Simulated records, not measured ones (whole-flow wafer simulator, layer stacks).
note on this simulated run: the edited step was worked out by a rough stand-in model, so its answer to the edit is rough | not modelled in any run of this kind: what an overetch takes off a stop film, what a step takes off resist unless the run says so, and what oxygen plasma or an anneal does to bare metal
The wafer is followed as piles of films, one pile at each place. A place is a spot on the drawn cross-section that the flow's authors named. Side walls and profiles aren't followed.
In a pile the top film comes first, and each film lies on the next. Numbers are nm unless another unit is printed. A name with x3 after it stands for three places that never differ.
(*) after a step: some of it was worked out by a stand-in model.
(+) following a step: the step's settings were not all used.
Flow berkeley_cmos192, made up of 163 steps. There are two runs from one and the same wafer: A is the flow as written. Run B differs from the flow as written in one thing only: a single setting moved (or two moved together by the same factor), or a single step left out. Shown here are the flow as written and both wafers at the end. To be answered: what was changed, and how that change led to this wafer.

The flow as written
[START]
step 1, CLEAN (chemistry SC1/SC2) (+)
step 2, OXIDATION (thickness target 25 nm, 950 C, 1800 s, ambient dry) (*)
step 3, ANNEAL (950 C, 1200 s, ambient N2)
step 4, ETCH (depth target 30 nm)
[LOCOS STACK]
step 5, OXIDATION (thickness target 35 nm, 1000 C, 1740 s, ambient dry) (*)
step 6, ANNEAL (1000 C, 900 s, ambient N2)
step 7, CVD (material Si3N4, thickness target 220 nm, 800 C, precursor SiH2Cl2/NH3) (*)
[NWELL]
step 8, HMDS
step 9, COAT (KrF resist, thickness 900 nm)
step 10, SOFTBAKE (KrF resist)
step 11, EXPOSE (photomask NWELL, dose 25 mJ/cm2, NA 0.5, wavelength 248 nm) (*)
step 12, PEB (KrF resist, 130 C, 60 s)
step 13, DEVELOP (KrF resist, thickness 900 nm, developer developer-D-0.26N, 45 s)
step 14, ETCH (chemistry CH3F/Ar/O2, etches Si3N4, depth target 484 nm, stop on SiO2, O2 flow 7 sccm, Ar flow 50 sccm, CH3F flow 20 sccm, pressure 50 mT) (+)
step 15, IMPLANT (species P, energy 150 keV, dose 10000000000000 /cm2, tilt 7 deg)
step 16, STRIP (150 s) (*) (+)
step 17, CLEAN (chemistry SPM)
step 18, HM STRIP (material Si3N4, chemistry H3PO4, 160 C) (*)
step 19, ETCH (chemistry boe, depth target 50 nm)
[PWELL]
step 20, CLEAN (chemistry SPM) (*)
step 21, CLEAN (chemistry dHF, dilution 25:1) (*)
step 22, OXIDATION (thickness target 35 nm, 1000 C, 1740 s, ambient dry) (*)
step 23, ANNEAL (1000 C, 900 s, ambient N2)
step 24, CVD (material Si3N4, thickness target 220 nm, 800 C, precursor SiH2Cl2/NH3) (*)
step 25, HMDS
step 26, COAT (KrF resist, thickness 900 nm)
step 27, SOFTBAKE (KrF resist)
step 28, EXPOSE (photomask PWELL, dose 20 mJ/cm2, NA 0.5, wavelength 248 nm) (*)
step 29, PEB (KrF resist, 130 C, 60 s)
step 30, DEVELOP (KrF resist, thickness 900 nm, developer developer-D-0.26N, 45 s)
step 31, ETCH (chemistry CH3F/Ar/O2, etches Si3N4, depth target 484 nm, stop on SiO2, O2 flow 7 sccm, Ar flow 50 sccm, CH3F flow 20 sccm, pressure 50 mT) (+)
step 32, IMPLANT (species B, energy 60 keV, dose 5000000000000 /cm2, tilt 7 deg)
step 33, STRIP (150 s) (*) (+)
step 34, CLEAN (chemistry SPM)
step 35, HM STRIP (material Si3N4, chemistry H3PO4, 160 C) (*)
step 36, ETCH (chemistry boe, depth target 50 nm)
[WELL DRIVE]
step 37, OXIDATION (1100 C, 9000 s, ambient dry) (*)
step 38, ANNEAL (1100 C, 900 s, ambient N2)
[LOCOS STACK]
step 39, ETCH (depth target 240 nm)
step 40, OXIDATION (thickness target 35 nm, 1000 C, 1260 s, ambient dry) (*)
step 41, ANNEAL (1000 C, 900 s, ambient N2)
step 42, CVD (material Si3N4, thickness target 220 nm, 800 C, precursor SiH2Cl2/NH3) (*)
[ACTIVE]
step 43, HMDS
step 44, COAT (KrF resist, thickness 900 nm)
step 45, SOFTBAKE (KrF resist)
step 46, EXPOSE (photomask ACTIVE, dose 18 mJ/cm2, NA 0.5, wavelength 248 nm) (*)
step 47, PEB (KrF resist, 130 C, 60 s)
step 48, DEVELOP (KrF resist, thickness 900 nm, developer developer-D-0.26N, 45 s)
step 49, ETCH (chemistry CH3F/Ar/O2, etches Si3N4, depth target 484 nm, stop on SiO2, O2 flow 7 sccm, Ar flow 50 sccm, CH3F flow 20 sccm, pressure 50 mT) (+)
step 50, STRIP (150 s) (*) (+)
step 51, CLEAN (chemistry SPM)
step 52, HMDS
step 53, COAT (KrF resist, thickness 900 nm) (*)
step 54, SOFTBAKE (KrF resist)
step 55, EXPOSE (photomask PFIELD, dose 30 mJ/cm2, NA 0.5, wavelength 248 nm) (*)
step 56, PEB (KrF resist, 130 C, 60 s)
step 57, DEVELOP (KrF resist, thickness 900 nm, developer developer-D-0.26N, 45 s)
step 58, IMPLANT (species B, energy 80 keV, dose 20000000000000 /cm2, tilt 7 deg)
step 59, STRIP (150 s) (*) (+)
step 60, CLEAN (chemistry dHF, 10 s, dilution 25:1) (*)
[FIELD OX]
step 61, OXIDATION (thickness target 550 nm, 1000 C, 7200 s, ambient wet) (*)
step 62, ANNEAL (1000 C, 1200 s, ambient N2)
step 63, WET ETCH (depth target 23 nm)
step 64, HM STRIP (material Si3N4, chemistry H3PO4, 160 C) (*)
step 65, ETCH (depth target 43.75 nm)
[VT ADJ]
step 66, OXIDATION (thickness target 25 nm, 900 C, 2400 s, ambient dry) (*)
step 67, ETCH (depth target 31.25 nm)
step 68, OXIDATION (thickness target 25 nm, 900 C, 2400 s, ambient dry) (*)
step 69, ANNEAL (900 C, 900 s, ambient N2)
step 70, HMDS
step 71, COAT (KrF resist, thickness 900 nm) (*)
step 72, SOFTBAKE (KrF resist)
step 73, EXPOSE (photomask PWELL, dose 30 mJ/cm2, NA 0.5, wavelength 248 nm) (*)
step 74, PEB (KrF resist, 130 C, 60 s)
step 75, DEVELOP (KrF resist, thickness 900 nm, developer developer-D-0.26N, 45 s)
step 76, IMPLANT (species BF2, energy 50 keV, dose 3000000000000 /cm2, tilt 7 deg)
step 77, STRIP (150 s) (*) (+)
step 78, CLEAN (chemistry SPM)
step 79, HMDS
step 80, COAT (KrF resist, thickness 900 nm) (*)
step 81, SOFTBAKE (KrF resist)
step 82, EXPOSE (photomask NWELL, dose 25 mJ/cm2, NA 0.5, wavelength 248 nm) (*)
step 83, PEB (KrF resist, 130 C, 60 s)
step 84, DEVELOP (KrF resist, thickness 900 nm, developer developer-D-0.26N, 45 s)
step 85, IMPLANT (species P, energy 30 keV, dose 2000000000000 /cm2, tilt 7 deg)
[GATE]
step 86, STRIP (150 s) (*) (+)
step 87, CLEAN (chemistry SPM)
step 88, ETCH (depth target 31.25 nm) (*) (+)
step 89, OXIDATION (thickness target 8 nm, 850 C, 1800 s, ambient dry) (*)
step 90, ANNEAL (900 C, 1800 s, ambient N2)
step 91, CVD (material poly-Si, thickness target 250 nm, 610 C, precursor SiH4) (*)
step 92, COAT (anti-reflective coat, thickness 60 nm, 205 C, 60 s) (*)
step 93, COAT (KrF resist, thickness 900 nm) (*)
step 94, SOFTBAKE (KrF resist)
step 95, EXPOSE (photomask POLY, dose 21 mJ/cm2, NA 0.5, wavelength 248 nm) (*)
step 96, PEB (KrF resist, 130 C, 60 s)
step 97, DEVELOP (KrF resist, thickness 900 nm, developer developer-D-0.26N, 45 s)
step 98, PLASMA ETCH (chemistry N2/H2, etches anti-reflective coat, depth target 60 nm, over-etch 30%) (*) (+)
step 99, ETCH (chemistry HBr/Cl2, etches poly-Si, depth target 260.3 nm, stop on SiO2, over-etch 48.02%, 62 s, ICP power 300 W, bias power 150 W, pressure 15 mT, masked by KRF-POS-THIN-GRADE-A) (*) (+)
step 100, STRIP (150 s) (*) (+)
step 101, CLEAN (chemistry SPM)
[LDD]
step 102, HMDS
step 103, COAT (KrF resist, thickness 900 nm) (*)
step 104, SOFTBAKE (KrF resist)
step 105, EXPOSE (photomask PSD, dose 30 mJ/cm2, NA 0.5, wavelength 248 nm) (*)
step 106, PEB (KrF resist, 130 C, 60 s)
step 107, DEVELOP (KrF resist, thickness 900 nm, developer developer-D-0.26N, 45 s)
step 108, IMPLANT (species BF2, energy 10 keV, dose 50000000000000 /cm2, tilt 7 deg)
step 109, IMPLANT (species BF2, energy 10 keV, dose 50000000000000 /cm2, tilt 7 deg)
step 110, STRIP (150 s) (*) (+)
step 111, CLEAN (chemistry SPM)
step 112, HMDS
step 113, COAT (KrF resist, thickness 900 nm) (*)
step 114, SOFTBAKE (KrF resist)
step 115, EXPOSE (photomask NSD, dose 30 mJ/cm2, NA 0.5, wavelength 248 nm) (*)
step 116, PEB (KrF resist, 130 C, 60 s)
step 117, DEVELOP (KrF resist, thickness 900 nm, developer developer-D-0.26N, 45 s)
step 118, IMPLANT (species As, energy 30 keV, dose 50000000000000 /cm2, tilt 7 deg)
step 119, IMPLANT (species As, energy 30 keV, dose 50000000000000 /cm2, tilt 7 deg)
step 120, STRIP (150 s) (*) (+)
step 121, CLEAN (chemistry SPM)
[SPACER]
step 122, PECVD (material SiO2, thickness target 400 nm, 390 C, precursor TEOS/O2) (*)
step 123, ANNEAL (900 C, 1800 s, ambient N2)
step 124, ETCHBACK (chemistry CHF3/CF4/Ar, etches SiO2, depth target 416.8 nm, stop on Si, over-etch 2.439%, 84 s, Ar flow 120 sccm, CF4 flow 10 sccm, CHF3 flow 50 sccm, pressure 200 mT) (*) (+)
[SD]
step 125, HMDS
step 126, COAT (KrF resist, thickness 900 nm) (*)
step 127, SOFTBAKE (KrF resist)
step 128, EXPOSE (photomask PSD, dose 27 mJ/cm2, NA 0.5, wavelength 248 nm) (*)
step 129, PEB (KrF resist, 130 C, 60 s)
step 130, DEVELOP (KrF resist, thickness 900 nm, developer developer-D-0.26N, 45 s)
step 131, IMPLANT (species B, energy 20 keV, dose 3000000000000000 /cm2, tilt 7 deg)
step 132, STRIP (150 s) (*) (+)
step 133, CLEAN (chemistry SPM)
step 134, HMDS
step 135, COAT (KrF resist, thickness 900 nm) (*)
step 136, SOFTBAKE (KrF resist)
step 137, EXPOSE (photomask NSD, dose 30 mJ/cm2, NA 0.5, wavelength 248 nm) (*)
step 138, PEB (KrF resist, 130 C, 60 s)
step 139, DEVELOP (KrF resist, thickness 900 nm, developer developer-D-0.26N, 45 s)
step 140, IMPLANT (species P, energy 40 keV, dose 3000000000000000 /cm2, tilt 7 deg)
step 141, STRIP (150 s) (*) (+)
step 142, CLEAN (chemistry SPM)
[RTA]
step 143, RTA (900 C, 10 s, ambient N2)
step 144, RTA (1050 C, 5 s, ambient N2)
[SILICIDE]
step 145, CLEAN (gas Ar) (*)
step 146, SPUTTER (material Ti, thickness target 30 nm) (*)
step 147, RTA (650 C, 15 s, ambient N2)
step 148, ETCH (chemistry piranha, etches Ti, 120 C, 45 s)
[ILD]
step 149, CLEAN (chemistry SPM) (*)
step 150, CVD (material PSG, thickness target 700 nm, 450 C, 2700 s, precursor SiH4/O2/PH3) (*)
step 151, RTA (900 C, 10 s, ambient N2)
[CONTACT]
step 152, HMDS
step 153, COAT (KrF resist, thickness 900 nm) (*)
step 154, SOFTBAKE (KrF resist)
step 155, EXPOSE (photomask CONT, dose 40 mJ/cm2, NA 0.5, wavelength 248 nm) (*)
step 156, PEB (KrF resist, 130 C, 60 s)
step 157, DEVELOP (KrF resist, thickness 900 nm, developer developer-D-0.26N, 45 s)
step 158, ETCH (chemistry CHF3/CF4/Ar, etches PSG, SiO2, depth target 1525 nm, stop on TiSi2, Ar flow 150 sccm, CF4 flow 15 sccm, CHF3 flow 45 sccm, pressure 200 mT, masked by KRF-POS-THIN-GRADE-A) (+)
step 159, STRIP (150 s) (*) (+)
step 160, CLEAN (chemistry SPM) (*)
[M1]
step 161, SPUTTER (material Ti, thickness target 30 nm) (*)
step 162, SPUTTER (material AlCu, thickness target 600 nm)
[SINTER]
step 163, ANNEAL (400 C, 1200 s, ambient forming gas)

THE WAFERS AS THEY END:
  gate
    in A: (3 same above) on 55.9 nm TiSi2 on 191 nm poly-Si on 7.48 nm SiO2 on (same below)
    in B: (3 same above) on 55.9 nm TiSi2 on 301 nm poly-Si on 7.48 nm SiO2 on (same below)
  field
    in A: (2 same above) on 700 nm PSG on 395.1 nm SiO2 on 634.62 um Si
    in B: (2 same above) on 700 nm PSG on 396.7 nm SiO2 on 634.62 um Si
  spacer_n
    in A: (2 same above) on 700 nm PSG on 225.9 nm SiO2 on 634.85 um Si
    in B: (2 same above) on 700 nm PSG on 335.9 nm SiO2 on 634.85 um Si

Cause: step 91, CVD: thickness target 360 nm was run, whereas the flow has thickness target 250 nm.

Step by step, how the change led to this:
  step 91, CVD (material poly-Si, thickness target 250 nm, 610 C, precursor SiH4) (*)
      field, sd_n, spacer_n and 6 more: A poly-Si gains 250 (new film) | B poly-Si gains 360 (new film)
  step 92, COAT (anti-reflective coat, thickness 60 nm, 205 C, 60 s) (*)
      field: A anti-reflective coat gains 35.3 (new film) | B anti-reflective coat gains 36.7 (new film)
      sd_n: A anti-reflective coat gains 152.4 (new film) | B anti-reflective coat gains 157.2 (new film)
      (and at 1 other place as well)
  step 98, PLASMA ETCH (chemistry N2/H2, etches anti-reflective coat, depth target 60 nm, over-etch 30%) (*) (+)
      field: A anti-reflective coat loses 35.3 (all of it), poly-Si loses 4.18 | B anti-reflective coat loses 36.7 (all of it), poly-Si loses 4.3
      sd_n: A anti-reflective coat loses 152.4 (all of it), poly-Si loses 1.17 | B anti-reflective coat loses 157.2 (all of it), poly-Si loses 1.21
      (and at 1 other place as well)
  step 99, ETCH (chemistry HBr/Cl2, etches poly-Si, depth target 260.3 nm, stop on SiO2, over-etch 48.02%, 62 s, ICP power 300 W, bias power 150 W, pressure 15 mT, masked by KRF-POS-THIN-GRADE-A) (*) (+)
      spacer_n, spacer_p: A poly-Si loses 245.8 (all of it), SiO2 loses 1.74 | B poly-Si loses 355.6 (all of it), SiO2 loses 0.15
      field: A poly-Si loses 245.8 (all of it), SiO2 loses 1.74 | B poly-Si loses 355.7 (all of it), SiO2 loses 0.15
      (and at 4 other places as well)
  step 103, COAT (KrF resist, thickness 900 nm) (*)
      gate: A KrF resist gains 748 (new film) | B KrF resist gains 655.8 (new film)
      gate_p: A KrF resist gains 744.1 (new film) | B KrF resist gains 652 (new film)
  step 107, DEVELOP (KrF resist, thickness 900 nm, developer developer-D-0.26N, 45 s)
      gate_p: A KrF resist loses 742.9 (all of it) | B KrF resist loses 651 (all of it)
  step 110, STRIP (150 s) (*) (+)
      gate: A KrF resist loses 732.7 (all of it), chemical SiO2 gains 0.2, poly-Si loses 0.09 | B KrF resist loses 640.6 (all of it), chemical SiO2 gains 0.2, poly-Si loses 0.09
  step 113, COAT (KrF resist, thickness 900 nm) (*)
      gate: A KrF resist gains 747.9 (new film) | B KrF resist gains 655.7 (new film)
      gate_p: A KrF resist gains 743.9 (new film) | B KrF resist gains 651.8 (new film)
  step 117, DEVELOP (KrF resist, thickness 900 nm, developer developer-D-0.26N, 45 s)
      gate: A KrF resist loses 746.8 (all of it) | B KrF resist loses 654.8 (all of it)
  step 120, STRIP (150 s) (*) (+)
      gate_p: A KrF resist loses 728.6 (all of it), chemical SiO2 gains 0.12, poly-Si loses 0.05 | B KrF resist loses 636.6 (all of it), chemical SiO2 gains 0.12, poly-Si loses 0.05
  step 124, ETCHBACK (chemistry CHF3/CF4/Ar, etches SiO2, depth target 416.8 nm, stop on Si, over-etch 2.439%, 84 s, Ar flow 120 sccm, CF4 flow 10 sccm, CHF3 flow 50 sccm, pressure 200 mT) (*) (+)
      spacer_n: A SiO2 loses 160 | B SiO2 loses 50.4
      spacer_p: A SiO2 loses 159.9 | B SiO2 loses 50.3
  step 126, COAT (KrF resist, thickness 900 nm) (*)
      spacer_n: A KrF resist gains 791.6 (new film) | B KrF resist gains 711.5 (new film)
      gate: A KrF resist gains 771.5 (new film) | B KrF resist gains 693.3 (new film)
      (and at 2 other places as well)
  step 130, DEVELOP (KrF resist, thickness 900 nm, developer developer-D-0.26N, 45 s)
      spacer_p: A KrF resist loses 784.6 (all of it) | B KrF resist loses 704.9 (all of it)
      gate_p: A KrF resist loses 764.3 (all of it) | B KrF resist loses 686.6 (all of it)
  step 132, STRIP (150 s) (*) (+)
      spacer_n: A KrF resist loses 776.1 (all of it) | B KrF resist loses 696.2 (all of it)
      gate: A chemical SiO2 gains 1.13 (new film), KrF resist loses 756.1 (all of it), poly-Si loses 0.5 | B chemical SiO2 gains 1.13 (new film), KrF resist loses 678.1 (all of it), poly-Si loses 0.5
  step 135, COAT (KrF resist, thickness 900 nm) (*)
      spacer_n: A KrF resist gains 791.1 (new film) | B KrF resist gains 711.7 (new film)
      gate: A KrF resist gains 770.3 (new film) | B KrF resist gains 692.9 (new film)
      (and at 2 other places as well)
  step 139, DEVELOP (KrF resist, thickness 900 nm, developer developer-D-0.26N, 45 s)
      spacer_n: A KrF resist loses 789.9 (all of it) | B KrF resist loses 710.7 (all of it)
      gate: A KrF resist loses 769.1 (all of it) | B KrF resist loses 691.9 (all of it)
  ... 2 further steps ...
  step 159, STRIP (150 s) (*) (+)
      spacer_n: A KrF resist loses 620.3 (all of it) | B KrF resist loses 562 (all of it)
      gate: A KrF resist loses 600.1 (all of it) | B KrF resist loses 549.4 (all of it)
      (and at 3 other places as well)
